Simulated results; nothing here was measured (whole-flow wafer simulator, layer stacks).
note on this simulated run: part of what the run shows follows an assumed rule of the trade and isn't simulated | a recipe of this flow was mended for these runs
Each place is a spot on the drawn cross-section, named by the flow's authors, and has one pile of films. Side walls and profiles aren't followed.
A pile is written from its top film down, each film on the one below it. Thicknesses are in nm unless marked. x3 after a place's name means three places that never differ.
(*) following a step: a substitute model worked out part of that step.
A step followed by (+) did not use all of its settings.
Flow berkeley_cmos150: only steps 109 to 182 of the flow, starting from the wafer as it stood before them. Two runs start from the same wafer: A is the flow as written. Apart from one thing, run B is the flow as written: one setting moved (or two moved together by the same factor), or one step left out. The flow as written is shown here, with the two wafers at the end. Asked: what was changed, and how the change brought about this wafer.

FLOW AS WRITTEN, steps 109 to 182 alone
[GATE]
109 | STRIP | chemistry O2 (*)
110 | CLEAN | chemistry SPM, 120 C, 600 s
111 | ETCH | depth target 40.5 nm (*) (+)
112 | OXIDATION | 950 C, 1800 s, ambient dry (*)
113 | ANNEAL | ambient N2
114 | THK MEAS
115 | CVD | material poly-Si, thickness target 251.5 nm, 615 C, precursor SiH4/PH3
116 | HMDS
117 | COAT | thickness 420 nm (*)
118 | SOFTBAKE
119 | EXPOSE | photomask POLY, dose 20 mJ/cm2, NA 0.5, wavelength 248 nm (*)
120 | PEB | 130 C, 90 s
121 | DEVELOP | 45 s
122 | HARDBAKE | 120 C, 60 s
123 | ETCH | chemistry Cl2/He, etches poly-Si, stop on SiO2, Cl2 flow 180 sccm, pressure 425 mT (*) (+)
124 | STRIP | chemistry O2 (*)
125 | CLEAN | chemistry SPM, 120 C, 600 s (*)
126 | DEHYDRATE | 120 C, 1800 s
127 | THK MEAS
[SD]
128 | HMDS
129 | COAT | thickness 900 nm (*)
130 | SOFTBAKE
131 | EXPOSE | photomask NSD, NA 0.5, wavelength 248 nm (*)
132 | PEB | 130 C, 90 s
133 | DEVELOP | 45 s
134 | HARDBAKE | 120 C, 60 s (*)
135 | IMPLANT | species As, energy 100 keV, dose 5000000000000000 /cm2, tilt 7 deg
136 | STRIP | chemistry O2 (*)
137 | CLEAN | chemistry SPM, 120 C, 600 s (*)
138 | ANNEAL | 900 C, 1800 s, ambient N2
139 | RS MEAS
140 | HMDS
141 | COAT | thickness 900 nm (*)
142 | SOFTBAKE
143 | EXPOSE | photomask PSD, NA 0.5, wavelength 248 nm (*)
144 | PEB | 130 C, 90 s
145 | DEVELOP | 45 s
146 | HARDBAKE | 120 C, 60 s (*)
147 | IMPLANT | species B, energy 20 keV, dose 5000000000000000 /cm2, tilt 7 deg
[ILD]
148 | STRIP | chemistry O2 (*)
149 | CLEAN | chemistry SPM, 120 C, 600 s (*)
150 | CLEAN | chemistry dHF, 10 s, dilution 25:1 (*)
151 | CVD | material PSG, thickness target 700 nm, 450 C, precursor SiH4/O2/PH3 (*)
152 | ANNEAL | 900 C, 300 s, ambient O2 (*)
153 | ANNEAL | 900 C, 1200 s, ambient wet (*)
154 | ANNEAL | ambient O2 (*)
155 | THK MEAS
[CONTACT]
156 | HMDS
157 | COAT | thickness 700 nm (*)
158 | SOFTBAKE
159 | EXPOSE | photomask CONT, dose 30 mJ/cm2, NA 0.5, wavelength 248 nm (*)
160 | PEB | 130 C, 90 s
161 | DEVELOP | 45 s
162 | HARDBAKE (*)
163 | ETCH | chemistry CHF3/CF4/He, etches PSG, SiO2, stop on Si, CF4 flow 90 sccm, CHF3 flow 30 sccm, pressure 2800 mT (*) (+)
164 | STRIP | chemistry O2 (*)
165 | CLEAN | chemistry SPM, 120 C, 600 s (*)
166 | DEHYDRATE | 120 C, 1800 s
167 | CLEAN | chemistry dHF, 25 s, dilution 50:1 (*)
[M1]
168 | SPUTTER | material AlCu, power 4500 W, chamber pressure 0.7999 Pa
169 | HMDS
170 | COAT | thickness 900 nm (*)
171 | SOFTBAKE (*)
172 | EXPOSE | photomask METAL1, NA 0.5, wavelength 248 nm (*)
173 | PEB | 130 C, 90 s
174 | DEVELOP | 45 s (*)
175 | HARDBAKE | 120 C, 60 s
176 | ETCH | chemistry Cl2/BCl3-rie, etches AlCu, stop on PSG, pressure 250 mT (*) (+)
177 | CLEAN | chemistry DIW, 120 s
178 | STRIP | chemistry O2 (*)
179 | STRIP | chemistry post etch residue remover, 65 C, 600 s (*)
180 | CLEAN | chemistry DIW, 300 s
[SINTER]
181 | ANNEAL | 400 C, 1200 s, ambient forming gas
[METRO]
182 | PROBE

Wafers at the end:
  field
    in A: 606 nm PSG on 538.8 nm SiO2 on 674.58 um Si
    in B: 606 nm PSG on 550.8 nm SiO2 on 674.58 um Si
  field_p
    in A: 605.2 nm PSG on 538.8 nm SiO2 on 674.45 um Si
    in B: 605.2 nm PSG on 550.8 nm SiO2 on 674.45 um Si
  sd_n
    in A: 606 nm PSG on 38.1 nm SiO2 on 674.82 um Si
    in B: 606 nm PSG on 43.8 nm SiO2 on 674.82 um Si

The reason: step 111, ETCH: depth target 28.35 nm was run, whereas the flow has depth target 40.5 nm.

The path from the change to this, step by step:
  111 | ETCH | depth target 40.5 nm (*) (+)
      sd_n: A SiO2 loses 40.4 (all of it) | B SiO2 loses 28.4
      field, field_p: A SiO2 loses 40.5 | B SiO2 loses 28.4
  112 | OXIDATION | 950 C, 1800 s, ambient dry (*)
      sd_n: A SiO2 gains 20.4 (new film), Si loses 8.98 | B SiO2 gains 14.3, Si loses 6.27
  124 | STRIP | chemistry O2 (*)
      gate_n: A chemical SiO2 gains 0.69 (new film), KrF-resist loses 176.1 (all of it), poly-Si loses 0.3 | B chemical SiO2 gains 0.69 (new film), KrF-resist loses 180.9 (all of it), poly-Si loses 0.3
  176 | ETCH | chemistry Cl2/BCl3-rie, etches AlCu, stop on PSG, pressure 250 mT (*) (+)
      gate_p: A AlCu loses 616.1 (all of it), PSG loses 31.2 | B AlCu loses 608.8 (all of it), PSG loses 32.2
